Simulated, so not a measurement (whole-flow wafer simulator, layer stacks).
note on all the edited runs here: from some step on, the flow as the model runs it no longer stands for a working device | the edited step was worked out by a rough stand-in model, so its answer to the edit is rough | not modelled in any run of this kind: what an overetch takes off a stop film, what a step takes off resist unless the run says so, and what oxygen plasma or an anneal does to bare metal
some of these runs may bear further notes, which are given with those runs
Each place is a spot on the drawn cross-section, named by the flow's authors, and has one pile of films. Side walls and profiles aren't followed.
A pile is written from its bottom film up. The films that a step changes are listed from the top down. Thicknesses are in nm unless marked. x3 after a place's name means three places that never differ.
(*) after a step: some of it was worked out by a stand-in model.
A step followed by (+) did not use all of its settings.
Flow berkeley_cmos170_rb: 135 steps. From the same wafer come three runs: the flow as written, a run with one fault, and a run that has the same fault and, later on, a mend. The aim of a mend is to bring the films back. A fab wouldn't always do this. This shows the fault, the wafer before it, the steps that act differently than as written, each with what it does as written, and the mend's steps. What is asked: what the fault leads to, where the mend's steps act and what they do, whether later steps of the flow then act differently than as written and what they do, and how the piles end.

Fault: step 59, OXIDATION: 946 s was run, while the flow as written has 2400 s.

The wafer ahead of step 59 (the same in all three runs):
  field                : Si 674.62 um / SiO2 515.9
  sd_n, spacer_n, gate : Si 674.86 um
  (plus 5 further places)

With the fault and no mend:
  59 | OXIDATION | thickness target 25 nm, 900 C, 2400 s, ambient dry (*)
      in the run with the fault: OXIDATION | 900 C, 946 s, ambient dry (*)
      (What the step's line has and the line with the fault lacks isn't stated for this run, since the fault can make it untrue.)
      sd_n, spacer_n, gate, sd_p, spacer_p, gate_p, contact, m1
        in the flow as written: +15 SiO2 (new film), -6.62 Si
        in the run with the fault: +8.42 SiO2 (new film), -3.7 Si
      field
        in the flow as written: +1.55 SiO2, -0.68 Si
        in the run with the fault: +0.61 SiO2, -0.27 Si
  Steps further on in the flow that do not act as written (not shown: 31 more steps that differ only slightly, by at most 2% or 0.5 nm, whichever is larger):
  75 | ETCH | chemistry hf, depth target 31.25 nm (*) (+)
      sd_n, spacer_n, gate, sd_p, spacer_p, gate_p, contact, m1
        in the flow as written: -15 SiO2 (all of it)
        in the run with the fault: -8.42 SiO2 (all of it)
  When the end is reached, the piles differ only a little from the flow's at the places that both follow, at most by 2% or 0.5 nm, whichever is larger.

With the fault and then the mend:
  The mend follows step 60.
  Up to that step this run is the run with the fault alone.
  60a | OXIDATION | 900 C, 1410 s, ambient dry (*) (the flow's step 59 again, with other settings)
      sd_n, spacer_n, gate, sd_p, spacer_p, gate_p, contact, m1
        +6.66 SiO2, -2.93 Si
      field
        +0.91 SiO2, -0.4 Si
  Every later step of the flow that is run acts as written, at every place that is followed, to within 2% or 0.5 nm, whichever is larger.
  When the end is reached, the piles differ only a little from the flow's at the places that both follow, at most by 2% or 0.5 nm, whichever is larger.
